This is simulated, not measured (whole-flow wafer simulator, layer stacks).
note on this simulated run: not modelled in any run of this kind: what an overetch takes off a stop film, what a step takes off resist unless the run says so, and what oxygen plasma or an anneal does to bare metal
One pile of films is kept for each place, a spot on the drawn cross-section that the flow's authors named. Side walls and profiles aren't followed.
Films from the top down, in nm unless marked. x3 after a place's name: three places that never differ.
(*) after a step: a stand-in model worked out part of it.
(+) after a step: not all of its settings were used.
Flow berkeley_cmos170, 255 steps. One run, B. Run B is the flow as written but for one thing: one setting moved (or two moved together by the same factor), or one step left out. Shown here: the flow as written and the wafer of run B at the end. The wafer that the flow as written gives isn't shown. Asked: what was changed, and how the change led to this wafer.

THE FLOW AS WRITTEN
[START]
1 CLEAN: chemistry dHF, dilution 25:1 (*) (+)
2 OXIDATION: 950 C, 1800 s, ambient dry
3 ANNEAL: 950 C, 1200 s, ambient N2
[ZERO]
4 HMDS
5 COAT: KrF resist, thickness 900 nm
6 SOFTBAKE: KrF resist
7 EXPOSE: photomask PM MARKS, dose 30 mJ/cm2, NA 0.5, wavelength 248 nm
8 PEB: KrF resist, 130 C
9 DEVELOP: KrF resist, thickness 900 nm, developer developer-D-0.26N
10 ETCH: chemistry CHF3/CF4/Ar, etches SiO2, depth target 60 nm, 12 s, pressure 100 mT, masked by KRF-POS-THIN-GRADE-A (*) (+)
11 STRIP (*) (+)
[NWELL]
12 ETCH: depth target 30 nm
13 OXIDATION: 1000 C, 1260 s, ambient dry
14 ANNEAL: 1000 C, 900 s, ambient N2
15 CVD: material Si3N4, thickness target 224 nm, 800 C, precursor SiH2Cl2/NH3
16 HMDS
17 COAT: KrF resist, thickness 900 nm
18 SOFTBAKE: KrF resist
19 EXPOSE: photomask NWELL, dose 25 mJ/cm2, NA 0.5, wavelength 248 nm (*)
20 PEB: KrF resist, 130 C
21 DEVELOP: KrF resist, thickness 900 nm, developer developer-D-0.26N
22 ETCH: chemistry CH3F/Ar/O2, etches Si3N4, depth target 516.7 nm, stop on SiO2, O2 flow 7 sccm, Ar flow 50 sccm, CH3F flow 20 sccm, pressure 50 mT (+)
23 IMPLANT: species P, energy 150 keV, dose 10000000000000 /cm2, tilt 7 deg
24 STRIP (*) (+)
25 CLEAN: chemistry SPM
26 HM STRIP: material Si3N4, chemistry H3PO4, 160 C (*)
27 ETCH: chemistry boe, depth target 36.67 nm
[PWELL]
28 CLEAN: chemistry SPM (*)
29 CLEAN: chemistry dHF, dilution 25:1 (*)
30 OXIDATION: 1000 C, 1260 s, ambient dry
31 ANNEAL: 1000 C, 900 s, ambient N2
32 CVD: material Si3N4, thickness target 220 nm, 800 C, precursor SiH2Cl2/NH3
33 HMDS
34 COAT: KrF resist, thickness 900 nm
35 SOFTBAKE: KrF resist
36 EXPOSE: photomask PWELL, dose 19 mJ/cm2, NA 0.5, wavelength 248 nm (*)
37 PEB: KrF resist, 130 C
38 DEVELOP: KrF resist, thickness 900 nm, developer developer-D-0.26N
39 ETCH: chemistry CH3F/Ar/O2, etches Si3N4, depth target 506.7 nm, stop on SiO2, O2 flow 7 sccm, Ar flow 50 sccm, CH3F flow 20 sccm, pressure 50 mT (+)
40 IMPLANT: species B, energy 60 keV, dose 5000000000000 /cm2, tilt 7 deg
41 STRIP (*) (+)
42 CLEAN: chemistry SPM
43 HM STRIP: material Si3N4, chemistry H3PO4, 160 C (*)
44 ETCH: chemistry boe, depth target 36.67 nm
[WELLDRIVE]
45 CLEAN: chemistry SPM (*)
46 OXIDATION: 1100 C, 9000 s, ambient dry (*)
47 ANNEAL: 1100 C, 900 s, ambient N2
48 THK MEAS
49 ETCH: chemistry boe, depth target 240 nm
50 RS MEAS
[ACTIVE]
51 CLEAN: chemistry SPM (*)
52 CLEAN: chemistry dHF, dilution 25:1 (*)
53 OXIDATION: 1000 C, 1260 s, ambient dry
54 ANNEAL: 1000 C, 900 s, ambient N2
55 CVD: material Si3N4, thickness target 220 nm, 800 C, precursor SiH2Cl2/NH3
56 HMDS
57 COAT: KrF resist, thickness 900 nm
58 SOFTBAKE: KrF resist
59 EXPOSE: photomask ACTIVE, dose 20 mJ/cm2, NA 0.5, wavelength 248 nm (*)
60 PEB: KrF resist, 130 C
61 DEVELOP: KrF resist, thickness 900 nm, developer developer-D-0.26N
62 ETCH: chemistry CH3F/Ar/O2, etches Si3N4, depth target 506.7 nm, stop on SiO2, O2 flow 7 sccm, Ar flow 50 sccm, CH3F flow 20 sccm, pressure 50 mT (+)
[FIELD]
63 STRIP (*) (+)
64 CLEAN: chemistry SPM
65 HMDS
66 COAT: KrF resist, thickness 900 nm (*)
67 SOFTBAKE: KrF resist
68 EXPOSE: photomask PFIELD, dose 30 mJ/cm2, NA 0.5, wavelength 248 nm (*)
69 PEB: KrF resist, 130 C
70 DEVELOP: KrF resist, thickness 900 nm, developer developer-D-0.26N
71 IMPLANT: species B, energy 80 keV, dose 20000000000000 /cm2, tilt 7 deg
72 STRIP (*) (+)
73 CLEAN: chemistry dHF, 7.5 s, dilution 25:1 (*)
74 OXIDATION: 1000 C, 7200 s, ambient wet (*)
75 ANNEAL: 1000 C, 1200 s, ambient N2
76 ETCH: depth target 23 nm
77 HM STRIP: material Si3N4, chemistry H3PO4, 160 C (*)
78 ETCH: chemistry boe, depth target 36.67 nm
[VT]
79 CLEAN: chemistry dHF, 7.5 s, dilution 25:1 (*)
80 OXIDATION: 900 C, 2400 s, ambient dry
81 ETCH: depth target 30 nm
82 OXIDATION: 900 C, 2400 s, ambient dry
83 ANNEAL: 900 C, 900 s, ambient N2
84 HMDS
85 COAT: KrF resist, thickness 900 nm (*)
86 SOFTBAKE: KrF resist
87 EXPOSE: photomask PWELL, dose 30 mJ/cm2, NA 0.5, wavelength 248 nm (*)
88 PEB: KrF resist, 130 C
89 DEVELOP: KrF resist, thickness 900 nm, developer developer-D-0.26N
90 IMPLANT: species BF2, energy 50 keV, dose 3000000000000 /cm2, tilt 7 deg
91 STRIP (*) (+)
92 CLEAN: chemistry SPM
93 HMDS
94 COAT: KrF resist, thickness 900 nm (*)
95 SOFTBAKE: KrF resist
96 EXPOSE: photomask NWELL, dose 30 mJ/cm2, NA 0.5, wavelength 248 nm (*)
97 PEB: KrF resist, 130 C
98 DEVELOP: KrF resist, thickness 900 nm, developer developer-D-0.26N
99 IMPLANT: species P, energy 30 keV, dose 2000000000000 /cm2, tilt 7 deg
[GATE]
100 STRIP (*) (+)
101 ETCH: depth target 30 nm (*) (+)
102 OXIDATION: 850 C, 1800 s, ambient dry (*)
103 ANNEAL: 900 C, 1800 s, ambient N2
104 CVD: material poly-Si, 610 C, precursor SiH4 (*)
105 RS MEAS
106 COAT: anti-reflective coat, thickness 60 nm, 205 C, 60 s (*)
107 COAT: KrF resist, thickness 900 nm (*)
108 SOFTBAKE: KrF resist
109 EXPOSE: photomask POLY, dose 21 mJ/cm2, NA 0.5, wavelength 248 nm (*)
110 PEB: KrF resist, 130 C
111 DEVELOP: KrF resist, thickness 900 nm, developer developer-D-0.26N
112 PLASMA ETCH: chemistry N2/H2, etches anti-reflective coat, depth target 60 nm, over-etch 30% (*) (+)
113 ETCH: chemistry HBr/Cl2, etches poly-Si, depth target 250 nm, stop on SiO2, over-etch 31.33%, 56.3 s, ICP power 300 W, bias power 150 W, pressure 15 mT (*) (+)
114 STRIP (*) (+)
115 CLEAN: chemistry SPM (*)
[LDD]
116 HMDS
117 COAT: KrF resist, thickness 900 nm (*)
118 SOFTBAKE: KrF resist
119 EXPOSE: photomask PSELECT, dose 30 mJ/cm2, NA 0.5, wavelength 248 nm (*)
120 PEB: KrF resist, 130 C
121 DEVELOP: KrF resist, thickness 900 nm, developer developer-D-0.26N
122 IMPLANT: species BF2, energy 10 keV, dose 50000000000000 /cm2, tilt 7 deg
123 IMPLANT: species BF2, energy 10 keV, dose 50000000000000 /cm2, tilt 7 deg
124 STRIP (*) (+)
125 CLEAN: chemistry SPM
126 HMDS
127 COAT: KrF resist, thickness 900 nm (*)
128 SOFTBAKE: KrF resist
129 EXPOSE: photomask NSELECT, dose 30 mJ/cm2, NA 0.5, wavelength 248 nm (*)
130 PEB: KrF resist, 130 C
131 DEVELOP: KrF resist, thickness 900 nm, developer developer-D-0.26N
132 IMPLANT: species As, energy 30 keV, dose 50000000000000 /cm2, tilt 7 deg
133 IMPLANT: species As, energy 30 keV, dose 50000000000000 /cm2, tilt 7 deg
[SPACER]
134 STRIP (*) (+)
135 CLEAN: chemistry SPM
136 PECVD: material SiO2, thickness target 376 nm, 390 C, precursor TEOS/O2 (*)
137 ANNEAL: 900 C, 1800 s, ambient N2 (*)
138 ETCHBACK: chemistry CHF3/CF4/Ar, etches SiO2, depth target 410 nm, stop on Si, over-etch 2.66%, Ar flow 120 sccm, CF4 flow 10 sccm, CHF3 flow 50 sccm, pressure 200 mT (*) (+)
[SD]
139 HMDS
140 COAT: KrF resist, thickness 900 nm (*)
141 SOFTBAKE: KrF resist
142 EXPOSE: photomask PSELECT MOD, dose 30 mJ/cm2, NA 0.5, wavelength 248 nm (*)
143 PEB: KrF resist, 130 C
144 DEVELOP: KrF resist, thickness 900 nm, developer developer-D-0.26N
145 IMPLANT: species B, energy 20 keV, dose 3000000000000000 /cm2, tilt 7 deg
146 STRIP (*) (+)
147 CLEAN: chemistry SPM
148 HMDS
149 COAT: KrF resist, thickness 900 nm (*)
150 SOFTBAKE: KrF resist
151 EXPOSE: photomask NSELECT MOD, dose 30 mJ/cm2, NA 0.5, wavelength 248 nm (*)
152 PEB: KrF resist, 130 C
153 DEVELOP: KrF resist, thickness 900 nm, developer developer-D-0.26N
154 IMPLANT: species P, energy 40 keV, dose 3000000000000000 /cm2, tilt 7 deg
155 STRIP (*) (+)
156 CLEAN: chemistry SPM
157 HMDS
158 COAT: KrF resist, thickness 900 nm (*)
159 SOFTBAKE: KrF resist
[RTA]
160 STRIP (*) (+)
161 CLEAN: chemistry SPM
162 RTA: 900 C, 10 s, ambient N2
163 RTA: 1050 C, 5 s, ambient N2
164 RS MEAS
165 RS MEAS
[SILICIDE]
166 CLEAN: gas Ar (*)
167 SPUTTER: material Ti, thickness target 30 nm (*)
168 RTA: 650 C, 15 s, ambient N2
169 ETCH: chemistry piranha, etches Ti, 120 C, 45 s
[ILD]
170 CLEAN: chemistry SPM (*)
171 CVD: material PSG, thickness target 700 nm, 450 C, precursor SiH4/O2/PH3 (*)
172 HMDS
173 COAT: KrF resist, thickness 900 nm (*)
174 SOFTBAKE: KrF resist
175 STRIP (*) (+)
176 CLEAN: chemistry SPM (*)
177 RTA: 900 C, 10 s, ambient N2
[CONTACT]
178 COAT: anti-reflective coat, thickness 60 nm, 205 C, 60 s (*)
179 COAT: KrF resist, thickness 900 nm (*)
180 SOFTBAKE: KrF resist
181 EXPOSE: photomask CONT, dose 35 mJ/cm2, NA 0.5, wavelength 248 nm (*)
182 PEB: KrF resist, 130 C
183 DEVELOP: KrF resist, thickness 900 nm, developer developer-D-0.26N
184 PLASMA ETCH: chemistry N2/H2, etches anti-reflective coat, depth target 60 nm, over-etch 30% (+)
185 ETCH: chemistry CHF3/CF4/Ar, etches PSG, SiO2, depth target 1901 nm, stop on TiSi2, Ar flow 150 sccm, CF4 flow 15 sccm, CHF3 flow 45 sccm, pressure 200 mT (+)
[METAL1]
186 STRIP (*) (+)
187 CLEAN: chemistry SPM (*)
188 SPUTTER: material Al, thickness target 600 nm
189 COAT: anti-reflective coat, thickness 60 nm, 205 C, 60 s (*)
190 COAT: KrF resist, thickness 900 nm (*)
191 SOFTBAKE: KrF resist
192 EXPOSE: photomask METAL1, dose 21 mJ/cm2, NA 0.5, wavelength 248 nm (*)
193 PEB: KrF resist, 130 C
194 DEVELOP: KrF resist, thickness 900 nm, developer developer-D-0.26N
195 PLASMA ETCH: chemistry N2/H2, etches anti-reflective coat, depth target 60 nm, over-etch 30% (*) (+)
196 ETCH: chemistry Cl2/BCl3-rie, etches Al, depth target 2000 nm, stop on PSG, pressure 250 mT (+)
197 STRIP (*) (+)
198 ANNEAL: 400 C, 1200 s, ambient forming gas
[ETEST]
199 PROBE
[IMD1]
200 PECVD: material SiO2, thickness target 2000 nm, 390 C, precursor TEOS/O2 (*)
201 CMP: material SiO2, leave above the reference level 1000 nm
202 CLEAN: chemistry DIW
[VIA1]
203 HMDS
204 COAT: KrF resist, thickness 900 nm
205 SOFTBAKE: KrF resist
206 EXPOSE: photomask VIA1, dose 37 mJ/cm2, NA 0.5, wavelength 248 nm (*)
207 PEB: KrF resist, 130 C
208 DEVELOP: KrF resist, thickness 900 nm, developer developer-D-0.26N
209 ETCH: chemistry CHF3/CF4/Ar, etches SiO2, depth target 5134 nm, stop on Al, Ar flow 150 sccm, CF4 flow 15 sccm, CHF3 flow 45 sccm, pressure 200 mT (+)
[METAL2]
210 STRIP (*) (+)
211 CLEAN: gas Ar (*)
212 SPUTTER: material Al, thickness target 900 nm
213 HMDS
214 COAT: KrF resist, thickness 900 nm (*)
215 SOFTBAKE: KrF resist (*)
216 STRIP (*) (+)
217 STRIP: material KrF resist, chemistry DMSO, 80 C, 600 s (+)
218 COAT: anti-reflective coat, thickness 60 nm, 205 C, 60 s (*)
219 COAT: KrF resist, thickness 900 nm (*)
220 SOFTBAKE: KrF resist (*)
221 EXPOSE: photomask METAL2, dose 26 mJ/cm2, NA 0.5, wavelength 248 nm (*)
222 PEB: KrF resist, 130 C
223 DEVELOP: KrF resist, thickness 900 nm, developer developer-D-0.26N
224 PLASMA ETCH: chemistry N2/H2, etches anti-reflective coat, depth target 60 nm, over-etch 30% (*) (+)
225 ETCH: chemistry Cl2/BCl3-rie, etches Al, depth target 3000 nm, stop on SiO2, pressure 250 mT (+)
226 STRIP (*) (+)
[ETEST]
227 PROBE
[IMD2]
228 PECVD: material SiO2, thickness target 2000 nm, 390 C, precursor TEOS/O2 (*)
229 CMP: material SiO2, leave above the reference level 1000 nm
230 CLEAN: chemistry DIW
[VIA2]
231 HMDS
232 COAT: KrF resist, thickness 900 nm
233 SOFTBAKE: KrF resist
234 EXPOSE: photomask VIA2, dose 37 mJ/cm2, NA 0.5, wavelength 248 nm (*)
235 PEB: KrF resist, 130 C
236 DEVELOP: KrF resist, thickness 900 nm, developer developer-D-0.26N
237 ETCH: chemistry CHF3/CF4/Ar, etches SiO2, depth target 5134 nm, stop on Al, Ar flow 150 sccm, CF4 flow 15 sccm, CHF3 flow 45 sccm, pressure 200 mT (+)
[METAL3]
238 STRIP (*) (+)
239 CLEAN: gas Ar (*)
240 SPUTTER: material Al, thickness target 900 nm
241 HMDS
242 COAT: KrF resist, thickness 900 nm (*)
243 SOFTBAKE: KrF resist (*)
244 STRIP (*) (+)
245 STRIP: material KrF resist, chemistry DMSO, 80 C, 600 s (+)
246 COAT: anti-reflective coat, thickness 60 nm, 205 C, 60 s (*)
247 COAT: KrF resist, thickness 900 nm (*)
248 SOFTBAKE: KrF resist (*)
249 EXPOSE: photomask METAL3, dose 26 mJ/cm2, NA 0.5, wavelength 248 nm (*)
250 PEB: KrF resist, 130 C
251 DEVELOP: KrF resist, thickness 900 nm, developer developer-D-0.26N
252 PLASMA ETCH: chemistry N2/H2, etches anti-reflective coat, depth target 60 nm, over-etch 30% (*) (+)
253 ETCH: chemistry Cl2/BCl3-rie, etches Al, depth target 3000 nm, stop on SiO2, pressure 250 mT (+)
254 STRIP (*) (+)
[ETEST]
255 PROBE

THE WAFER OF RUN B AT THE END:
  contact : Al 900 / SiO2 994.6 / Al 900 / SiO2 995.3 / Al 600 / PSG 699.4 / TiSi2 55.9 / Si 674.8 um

The cause: step 185, ETCH: chemistry CHF3/CF4/Ar, etches PSG, SiO2, depth target 1901 nm, stop on TiSi2, Ar flow 150 sccm, CF4 flow 15 sccm, CHF3 flow 45 sccm, pressure 200 mT (+), was left out.

How the change led to this, step by step:
  186 STRIP (*) (+)
      field: KrF resist -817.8 (all of it), anti-reflective coat -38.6 (all of it) (as written it would be: KrF resist -623.9 (all of it), anti-reflective coat -38.6 (all of it))
      sd_n: KrF resist -837.7 (all of it), anti-reflective coat -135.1 (all of it) (as written it would be: KrF resist -643.8 (all of it), anti-reflective coat -135.1 (all of it))
      (and at 9 more places)
  188 SPUTTER: material Al, thickness target 600 nm
      contact: Al +600 (new film) (as written it would be: Al +415.7 (new film))
  189 COAT: anti-reflective coat, thickness 60 nm, 205 C, 60 s (*)
      sd_n: anti-reflective coat +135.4 (new film) (as written it would be: anti-reflective coat +17.7 (new film))
      contact: anti-reflective coat +73.3 (new film) (as written it would be: anti-reflective coat +261.9 (new film))
      (and at 3 more places)
  190 COAT: KrF resist, thickness 900 nm (*)
      field: KrF resist +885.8 (new film) (as written it would be: KrF resist +860.6 (new film))
      spacer_n: KrF resist +860.2 (new film) (as written it would be: KrF resist +817.1 (new film))
      (and at 3 more places)
  193 PEB: KrF resist, 130 C
      contact: KrF resist -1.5 (as written it would be: KrF resist -2.63)
  194 DEVELOP: KrF resist, thickness 900 nm, developer developer-D-0.26N
      field: KrF resist -884.4 (all of it) (as written it would be: KrF resist -859.3 (all of it))
      spacer_n: KrF resist -858.8 (all of it) (as written it would be: KrF resist -815.9 (all of it))
      (and at 1 more place)
  195 PLASMA ETCH: chemistry N2/H2, etches anti-reflective coat, depth target 60 nm, over-etch 30% (*) (+)
      contact, m1, via1, m2, via2: KrF resist -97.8 (as written it would be: KrF resist -62.5)
      sd_n: anti-reflective coat -135.4 (all of it) (as written it would be: anti-reflective coat -17.7 (all of it))
  197 STRIP (*) (+)
      contact: KrF resist -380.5 (all of it), anti-reflective coat -73.3 (all of it) (as written it would be: KrF resist -966.1 (all of it), anti-reflective coat -261.9 (all of it))
      m1: KrF resist -382.5 (all of it), anti-reflective coat -58.3 (all of it) (as written it would be: KrF resist -404.7 (all of it), anti-reflective coat -63 (all of it))
      (and at 3 more places)
  200 PECVD: material SiO2, thickness target 2000 nm, 390 C, precursor TEOS/O2 (*)
      sd_n: SiO2 +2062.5 (new film) (as written it would be: SiO2 +2000 (new film))
      contact: SiO2 +2000 (new film) (as written it would be: SiO2 +1949.3 (new film))
  201 CMP: material SiO2, leave above the reference level 1000 nm
      sd_n: SiO2 -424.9 (as written it would be: SiO2 -362.4)
      contact: SiO2 -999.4 (as written it would be: SiO2 -61.1)
